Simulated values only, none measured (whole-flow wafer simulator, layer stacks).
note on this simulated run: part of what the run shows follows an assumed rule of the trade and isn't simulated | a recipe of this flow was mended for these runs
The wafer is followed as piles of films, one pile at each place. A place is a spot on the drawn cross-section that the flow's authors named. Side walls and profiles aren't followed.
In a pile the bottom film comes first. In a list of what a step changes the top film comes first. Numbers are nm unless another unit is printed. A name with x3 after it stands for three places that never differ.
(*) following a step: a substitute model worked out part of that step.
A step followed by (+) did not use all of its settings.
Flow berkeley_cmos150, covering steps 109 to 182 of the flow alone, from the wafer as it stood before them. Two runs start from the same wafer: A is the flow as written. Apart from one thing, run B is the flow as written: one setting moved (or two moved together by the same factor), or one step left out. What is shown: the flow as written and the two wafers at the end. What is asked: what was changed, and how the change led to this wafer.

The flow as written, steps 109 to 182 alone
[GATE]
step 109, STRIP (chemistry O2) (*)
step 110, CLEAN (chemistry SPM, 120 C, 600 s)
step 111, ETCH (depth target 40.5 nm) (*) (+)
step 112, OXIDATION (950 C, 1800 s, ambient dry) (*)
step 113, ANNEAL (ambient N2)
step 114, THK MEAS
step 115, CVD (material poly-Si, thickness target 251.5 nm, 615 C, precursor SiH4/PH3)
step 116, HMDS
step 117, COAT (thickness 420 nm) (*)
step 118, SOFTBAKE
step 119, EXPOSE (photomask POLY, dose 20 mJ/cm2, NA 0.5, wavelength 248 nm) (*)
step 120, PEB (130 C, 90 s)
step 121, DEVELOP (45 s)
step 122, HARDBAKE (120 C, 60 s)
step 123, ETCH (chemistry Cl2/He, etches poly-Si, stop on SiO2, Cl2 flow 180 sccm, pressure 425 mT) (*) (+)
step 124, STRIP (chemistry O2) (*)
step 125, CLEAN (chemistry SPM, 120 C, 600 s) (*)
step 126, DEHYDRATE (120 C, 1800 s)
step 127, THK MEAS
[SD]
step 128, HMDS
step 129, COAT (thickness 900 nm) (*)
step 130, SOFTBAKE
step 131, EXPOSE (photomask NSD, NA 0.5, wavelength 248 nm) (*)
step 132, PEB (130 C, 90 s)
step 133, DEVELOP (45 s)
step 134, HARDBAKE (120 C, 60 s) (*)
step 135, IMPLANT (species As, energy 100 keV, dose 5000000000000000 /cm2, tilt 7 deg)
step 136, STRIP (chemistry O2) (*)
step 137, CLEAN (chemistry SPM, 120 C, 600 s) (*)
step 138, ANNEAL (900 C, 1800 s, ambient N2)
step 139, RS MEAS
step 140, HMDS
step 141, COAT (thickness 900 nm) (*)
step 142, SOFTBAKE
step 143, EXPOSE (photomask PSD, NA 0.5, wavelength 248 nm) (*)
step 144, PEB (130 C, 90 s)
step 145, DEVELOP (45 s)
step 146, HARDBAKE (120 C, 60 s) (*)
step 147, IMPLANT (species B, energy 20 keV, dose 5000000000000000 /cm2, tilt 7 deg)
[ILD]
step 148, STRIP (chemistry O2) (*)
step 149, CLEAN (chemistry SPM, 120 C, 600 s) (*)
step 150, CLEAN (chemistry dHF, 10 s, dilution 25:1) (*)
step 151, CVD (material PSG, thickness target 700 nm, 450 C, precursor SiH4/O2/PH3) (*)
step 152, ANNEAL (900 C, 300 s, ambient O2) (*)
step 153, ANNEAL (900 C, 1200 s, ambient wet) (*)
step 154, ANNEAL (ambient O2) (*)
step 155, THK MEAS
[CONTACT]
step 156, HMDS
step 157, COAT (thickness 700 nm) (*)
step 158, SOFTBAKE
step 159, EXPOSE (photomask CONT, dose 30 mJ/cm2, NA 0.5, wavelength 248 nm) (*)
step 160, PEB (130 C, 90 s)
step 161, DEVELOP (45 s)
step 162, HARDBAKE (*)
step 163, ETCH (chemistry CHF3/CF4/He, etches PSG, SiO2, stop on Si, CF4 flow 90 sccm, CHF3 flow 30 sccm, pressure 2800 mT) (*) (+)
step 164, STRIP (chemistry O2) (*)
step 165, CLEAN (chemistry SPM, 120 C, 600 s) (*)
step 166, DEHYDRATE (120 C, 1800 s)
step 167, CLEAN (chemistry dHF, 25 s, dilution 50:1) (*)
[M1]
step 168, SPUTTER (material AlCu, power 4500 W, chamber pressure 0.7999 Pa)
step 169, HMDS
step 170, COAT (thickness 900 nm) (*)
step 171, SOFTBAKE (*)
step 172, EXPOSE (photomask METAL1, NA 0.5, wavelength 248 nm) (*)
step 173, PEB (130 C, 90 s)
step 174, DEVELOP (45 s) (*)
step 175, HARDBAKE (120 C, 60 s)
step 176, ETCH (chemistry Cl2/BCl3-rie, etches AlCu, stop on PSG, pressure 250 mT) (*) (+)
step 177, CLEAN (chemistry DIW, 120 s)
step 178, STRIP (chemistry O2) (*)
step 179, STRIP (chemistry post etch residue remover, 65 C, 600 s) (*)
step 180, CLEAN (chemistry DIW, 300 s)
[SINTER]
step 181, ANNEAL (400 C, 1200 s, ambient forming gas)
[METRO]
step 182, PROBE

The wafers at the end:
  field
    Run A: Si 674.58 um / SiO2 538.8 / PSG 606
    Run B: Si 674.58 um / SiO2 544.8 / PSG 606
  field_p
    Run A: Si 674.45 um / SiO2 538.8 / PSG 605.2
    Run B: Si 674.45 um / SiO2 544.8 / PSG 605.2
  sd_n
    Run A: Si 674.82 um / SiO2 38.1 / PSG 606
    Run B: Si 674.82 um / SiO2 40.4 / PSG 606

Cause: step 111, ETCH: depth target 34.42 nm was run, though the flow has depth target 40.5 nm.

The path from the change to this, step by step:
  step 111, ETCH (depth target 40.5 nm) (*) (+)
      sd_n: A SiO2 loses 40.4 (all of it) | B SiO2 loses 34.4
      field, field_p: A SiO2 loses 40.5 | B SiO2 loses 34.4
  step 112, OXIDATION (950 C, 1800 s, ambient dry) (*)
      sd_n: A SiO2 gains 20.4 (new film), Si loses 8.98 | B SiO2 gains 16.8, Si loses 7.39
  step 176, ETCH (chemistry Cl2/BCl3-rie, etches AlCu, stop on PSG, pressure 250 mT) (*) (+)
      gate_p: A AlCu loses 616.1 (all of it), PSG loses 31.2 | B AlCu loses 609.4 (all of it), PSG loses 32.1
